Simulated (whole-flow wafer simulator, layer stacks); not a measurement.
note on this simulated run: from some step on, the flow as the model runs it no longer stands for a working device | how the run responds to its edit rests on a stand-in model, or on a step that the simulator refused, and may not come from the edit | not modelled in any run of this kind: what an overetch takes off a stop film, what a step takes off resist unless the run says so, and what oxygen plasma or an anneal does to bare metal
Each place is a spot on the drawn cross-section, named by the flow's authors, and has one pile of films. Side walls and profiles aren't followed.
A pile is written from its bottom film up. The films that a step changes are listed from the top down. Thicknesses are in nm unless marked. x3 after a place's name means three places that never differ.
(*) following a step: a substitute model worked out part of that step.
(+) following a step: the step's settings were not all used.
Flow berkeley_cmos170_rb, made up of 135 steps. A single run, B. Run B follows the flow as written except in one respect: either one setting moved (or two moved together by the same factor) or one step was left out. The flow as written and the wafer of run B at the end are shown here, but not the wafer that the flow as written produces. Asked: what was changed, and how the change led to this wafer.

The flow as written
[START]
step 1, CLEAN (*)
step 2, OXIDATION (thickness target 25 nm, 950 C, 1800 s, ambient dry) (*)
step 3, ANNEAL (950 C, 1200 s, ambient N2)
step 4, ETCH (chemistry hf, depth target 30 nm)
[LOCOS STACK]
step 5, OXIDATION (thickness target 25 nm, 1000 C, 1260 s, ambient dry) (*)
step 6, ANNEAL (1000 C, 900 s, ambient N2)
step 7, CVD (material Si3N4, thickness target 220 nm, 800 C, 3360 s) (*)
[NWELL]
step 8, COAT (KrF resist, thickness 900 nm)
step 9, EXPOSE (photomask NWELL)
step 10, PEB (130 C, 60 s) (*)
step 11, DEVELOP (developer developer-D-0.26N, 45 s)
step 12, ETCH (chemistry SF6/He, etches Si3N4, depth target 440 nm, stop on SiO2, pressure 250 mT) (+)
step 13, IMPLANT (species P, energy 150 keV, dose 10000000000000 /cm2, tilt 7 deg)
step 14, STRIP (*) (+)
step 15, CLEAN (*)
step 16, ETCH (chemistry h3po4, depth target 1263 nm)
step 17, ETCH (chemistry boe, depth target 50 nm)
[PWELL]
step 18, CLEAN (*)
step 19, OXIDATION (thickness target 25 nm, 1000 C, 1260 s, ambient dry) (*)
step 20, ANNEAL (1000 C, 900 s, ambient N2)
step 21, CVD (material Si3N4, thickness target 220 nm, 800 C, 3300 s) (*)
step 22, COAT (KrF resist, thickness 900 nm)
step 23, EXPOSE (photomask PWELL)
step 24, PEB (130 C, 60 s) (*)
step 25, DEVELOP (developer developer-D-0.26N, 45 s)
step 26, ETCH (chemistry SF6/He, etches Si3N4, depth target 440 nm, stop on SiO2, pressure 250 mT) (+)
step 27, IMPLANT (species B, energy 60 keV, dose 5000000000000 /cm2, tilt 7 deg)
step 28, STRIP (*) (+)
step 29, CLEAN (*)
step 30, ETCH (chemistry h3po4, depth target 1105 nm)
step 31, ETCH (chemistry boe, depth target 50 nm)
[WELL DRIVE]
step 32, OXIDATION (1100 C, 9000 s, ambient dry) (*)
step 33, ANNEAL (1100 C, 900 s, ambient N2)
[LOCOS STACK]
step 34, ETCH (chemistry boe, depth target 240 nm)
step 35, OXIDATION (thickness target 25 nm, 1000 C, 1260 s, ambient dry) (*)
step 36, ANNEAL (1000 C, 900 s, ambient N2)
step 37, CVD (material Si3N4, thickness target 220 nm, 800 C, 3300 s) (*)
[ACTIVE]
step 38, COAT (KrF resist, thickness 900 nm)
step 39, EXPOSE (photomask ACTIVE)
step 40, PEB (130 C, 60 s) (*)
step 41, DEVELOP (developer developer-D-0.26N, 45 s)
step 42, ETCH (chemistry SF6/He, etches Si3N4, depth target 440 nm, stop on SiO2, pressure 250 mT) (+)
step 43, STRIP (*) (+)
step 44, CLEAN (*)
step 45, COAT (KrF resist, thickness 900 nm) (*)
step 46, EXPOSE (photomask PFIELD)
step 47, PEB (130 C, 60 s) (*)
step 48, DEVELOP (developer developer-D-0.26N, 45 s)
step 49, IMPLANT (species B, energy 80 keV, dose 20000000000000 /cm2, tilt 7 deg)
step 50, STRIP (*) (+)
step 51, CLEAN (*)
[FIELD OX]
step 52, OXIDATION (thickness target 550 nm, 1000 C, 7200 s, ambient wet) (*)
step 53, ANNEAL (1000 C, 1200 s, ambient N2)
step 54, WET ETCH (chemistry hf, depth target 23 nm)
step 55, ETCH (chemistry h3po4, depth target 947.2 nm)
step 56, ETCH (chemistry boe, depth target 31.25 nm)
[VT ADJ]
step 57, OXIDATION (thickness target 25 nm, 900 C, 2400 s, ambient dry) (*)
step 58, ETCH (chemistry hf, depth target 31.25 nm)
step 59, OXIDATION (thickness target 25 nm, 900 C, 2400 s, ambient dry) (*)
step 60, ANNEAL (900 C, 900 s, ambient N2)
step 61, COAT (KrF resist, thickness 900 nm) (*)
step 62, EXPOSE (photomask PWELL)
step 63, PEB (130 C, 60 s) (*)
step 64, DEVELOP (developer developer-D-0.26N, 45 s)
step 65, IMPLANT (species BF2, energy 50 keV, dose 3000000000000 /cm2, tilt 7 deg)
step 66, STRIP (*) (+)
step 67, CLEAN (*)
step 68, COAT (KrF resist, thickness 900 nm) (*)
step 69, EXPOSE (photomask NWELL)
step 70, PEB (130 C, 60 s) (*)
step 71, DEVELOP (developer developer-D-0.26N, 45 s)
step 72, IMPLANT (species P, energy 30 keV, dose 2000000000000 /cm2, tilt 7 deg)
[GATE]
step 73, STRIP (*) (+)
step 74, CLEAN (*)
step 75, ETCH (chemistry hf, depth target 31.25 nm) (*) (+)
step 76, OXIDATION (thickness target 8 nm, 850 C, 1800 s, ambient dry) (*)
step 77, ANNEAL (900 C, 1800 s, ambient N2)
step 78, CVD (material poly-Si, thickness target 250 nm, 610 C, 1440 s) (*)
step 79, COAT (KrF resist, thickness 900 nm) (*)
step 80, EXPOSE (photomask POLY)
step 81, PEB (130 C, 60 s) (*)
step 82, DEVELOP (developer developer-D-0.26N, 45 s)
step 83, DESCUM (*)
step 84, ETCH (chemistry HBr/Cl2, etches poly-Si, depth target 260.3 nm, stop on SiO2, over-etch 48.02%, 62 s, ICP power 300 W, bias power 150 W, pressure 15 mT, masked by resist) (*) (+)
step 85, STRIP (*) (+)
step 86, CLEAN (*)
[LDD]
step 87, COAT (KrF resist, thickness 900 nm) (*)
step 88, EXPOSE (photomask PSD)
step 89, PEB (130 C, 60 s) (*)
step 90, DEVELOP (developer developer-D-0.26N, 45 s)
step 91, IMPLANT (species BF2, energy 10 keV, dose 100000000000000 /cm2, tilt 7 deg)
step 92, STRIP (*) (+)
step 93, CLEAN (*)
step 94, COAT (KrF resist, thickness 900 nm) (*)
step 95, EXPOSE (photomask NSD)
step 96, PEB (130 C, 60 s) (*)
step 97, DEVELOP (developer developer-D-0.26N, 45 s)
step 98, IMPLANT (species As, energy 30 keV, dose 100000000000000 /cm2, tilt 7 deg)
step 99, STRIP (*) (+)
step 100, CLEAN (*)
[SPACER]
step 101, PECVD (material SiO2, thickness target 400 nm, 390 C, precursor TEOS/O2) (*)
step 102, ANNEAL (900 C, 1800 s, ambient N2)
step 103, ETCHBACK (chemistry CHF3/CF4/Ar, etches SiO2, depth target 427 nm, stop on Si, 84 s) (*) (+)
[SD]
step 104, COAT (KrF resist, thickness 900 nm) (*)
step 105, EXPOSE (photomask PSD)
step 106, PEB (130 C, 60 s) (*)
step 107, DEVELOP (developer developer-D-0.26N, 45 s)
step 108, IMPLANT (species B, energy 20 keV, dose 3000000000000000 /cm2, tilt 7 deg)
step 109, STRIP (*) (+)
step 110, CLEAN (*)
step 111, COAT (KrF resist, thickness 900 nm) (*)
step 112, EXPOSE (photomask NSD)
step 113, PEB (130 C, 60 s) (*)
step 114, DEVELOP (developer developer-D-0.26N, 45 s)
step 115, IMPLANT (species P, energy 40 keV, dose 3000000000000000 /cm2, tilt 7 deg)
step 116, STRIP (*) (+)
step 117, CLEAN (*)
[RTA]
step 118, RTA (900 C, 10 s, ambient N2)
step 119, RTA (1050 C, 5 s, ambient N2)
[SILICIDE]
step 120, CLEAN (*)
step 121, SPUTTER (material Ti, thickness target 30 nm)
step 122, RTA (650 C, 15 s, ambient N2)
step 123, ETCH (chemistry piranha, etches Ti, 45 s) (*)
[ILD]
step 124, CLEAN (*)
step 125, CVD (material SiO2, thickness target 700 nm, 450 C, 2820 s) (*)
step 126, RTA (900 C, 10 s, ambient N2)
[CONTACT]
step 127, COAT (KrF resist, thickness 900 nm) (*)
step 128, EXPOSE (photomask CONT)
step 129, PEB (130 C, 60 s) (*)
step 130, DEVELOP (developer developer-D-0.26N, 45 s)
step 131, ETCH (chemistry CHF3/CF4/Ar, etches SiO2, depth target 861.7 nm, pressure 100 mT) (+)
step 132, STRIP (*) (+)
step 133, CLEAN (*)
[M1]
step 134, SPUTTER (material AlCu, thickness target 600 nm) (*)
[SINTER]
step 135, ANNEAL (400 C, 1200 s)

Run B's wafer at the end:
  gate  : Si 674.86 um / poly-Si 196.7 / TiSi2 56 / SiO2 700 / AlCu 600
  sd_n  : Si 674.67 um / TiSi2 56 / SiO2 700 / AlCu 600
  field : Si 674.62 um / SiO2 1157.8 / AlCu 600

What caused this: step 76, OXIDATION: thickness target 8 nm, 850 C, 1800 s, ambient dry (*), was omitted.

How this came from the change, step by step:
  step 84, ETCH (chemistry HBr/Cl2, etches poly-Si, depth target 260.3 nm, stop on SiO2, over-etch 48.02%, 62 s, ICP power 300 W, bias power 150 W, pressure 15 mT, masked by resist) (*) (+)
      sd_n, spacer_n, sd_p, spacer_p, contact, m1: -250 poly-Si (all of it), -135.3 Si (as written it would have been: -250 poly-Si (all of it), -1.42 SiO2)
  step 87, COAT (KrF resist, thickness 900 nm) (*)
      field: +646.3 KrF resist (new film) (as written it would have been: +730.1 KrF resist (new film))
      sd_n: +1012.1 KrF resist (new film) (as written it would have been: +962.1 KrF resist (new film))
      (and at 7 other places as well)
  step 90, DEVELOP (developer developer-D-0.26N, 45 s)
      sd_p: -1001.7 KrF resist (all of it) (as written it would have been: -958.2 KrF resist (all of it))
      spacer_p: -995.4 KrF resist (all of it) (as written it would have been: -956.5 KrF resist (all of it))
      (and at 1 other place as well)
  step 92, STRIP (*) (+)
      field: -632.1 KrF resist (all of it) (as written it would have been: -715.9 KrF resist (all of it))
      sd_n: -997.9 KrF resist (all of it) (as written it would have been: -947.9 KrF resist (all of it))
      (and at 4 other places as well)
  step 94, COAT (KrF resist, thickness 900 nm) (*)
      field: +646.3 KrF resist (new film) (as written it would have been: +730.1 KrF resist (new film))
      sd_n: +1012.1 KrF resist (new film) (as written it would have been: +962.1 KrF resist (new film))
      (and at 7 other places as well)
  step 97, DEVELOP (developer developer-D-0.26N, 45 s)
      sd_n: -1012.1 KrF resist (all of it) (as written it would have been: -962.1 KrF resist (all of it))
      spacer_n: -994 KrF resist (all of it) (as written it would have been: -956.1 KrF resist (all of it))
      (and at 2 other places as well)
  step 99, STRIP (*) (+)
      field: -632.1 KrF resist (all of it) (as written it would have been: -715.9 KrF resist (all of it))
      sd_p: -987.5 KrF resist (all of it) (as written it would have been: -944 KrF resist (all of it))
      (and at 3 other places as well)
  step 101, PECVD (material SiO2, thickness target 400 nm, 390 C, precursor TEOS/O2) (*)
      sd_n, contact, m1: +400 SiO2 (new film) (as written it would have been: +400 SiO2)
      sd_p, spacer_p: +371.7 SiO2 (new film) (as written it would have been: +382.3 SiO2)
      (and at 1 other place as well)
  step 103, ETCHBACK (chemistry CHF3/CF4/Ar, etches SiO2, depth target 427 nm, stop on Si, 84 s) (*) (+)
      spacer_n, spacer_p: nothing (as written it would have been: -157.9 SiO2)
      sd_p: -371.7 SiO2 (all of it) (as written it would have been: -388.4 SiO2 (all of it))
  step 104, COAT (KrF resist, thickness 900 nm) (*)
      field: +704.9 KrF resist (new film) (as written it would have been: +769.1 KrF resist (new film))
      sd_n: +1039.5 KrF resist (new film) (as written it would have been: +982.1 KrF resist (new film))
      (and at 7 other places as well)
  step 107, DEVELOP (developer developer-D-0.26N, 45 s)
      sd_p: -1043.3 KrF resist (all of it) (as written it would have been: -990.7 KrF resist (all of it))
      spacer_p: -684.7 KrF resist (all of it) (as written it would have been: -767.7 KrF resist (all of it))
      (and at 1 other place as well)
  step 109, STRIP (*) (+)
      field: -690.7 KrF resist (all of it) (as written it would have been: -754.9 KrF resist (all of it))
      sd_n: -1025.3 KrF resist (all of it) (as written it would have been: -967.9 KrF resist (all of it))
      (and at 4 other places as well)
  step 111, COAT (KrF resist, thickness 900 nm) (*)
      field: +704.9 KrF resist (new film) (as written it would have been: +769.1 KrF resist (new film))
      sd_n: +1039.5 KrF resist (new film) (as written it would have been: +982.1 KrF resist (new film))
      (and at 7 other places as well)
  step 114, DEVELOP (developer developer-D-0.26N, 45 s)
      sd_n: -1039.5 KrF resist (all of it) (as written it would have been: -982.1 KrF resist (all of it))
      spacer_n: -690.3 KrF resist (all of it) (as written it would have been: -766.3 KrF resist (all of it))
      (and at 2 other places as well)
  step 116, STRIP (*) (+)
      field: -690.7 KrF resist (all of it) (as written it would have been: -754.9 KrF resist (all of it))
      sd_p: -1029.1 KrF resist (all of it) (as written it would have been: -976.5 KrF resist (all of it))
      (and at 3 other places as well)
  step 121, SPUTTER (material Ti, thickness target 30 nm)
      sd_p: +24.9 Ti (new film) (as written it would have been: +27.1 Ti (new film))
  ... 5 further steps ...
  step 134, SPUTTER (material AlCu, thickness target 600 nm) (*)
      sd_p: +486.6 AlCu (new film) (as written it would have been: +545.9 AlCu (new film))
